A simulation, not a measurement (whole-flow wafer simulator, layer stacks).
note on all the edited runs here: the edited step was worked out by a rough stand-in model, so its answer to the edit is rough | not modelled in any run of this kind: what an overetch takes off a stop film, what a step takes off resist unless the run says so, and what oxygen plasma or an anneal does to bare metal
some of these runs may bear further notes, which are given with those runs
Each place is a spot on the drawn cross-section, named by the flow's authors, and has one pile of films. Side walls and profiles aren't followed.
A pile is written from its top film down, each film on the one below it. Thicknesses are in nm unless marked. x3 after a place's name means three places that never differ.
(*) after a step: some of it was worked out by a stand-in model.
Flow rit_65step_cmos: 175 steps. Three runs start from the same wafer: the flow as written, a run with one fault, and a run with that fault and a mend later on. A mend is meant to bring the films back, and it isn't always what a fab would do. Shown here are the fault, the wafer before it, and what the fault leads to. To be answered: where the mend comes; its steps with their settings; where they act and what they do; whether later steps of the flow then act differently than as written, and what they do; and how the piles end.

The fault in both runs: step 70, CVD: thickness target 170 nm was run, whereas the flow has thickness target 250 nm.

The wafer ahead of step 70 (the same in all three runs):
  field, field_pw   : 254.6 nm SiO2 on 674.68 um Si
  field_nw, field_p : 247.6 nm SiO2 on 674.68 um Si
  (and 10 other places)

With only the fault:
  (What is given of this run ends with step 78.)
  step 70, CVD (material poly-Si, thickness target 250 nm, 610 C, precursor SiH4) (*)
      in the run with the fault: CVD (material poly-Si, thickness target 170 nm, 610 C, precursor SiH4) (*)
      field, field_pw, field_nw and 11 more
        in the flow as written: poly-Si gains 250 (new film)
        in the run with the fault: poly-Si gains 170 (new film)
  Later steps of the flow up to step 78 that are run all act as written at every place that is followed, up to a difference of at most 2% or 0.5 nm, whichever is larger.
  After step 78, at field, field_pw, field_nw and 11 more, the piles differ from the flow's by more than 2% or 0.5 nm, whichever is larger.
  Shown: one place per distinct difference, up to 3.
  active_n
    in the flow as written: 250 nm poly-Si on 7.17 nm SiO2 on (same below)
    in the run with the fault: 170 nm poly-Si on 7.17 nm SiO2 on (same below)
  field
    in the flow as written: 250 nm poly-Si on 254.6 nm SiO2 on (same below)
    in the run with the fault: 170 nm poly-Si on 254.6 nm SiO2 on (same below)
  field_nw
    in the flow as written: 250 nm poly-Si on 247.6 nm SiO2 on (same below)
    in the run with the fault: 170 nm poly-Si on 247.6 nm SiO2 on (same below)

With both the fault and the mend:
  The mend stands after step 71.
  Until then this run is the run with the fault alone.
  step 71a, ETCH (chemistry tmah, depth target 195.5 nm)
      field, field_pw, field_nw and 11 more
        poly-Si loses 170 (all of it)
  step 71b, CLEAN (chemistry SC2, 75 C, 600 s) (a further turn of the flow's step 66)
      alters no film at any place that is followed
  step 71c, CVD (material poly-Si, thickness target 250 nm, 610 C, precursor SiH4) (*) (a further turn of the flow's step 70)
      field, field_pw, field_nw and 11 more
        poly-Si gains 250 (new film)
  Later steps of the flow that are run all act as written at every place that is followed.
  At every place that both follow, the piles at the end match the flow's.
